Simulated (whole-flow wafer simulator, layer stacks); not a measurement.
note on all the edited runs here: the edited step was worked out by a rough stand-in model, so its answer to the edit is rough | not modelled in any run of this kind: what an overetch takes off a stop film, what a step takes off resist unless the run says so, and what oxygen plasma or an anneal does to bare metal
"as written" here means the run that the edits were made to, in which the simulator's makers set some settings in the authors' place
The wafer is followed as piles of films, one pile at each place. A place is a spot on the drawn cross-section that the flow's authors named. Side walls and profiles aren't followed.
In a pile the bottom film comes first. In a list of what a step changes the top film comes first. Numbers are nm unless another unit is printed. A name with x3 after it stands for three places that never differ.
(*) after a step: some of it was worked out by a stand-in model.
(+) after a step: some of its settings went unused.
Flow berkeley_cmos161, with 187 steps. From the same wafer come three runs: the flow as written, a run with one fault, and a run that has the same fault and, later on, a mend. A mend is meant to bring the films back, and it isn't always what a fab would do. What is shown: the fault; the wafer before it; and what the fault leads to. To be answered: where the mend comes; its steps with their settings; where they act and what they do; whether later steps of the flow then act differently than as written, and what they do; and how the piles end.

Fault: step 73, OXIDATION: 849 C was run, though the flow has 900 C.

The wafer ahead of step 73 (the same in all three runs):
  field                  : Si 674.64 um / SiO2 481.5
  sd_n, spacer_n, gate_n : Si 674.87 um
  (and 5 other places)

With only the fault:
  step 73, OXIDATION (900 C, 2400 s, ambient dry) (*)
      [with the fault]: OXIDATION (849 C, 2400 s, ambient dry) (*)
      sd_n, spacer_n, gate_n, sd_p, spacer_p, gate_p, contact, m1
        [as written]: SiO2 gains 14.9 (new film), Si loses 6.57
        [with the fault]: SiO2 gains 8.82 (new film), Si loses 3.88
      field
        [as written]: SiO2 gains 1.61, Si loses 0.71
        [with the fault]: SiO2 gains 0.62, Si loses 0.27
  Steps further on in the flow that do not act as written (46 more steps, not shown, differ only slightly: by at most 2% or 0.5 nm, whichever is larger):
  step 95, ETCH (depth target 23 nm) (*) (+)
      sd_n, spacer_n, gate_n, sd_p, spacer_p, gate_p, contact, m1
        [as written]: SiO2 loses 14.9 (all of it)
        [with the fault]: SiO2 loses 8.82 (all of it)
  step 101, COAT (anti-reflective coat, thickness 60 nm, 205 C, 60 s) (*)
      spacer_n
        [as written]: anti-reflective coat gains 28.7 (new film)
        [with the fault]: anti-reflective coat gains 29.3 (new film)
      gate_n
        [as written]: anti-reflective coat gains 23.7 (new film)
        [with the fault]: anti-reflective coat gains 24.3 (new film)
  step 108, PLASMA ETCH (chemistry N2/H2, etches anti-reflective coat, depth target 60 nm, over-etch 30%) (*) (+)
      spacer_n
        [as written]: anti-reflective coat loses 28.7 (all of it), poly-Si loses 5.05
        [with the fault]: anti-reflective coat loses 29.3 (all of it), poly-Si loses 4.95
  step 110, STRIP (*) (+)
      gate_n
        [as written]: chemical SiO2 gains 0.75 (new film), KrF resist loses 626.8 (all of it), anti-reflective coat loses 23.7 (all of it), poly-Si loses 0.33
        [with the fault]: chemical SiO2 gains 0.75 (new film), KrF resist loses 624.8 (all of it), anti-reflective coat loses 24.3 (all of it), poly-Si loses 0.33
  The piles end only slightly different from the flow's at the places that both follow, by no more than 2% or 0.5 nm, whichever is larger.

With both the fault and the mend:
  The mend follows step 74.
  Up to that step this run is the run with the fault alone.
  step 74a, OXIDATION (900 C, 1325 s, ambient dry) (*) (the flow's step 73, run once more with other settings)
      sd_n, spacer_n, gate_n, sd_p, spacer_p, gate_p, contact, m1
        SiO2 gains 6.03, Si loses 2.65
      field
        SiO2 gains 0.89, Si loses 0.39
  Later steps of the flow that are run all act as written at every place that is followed, up to a difference of at most 2% or 0.5 nm, whichever is larger.
  The piles end only slightly different from the flow's at the places that both follow, by no more than 2% or 0.5 nm, whichever is larger.
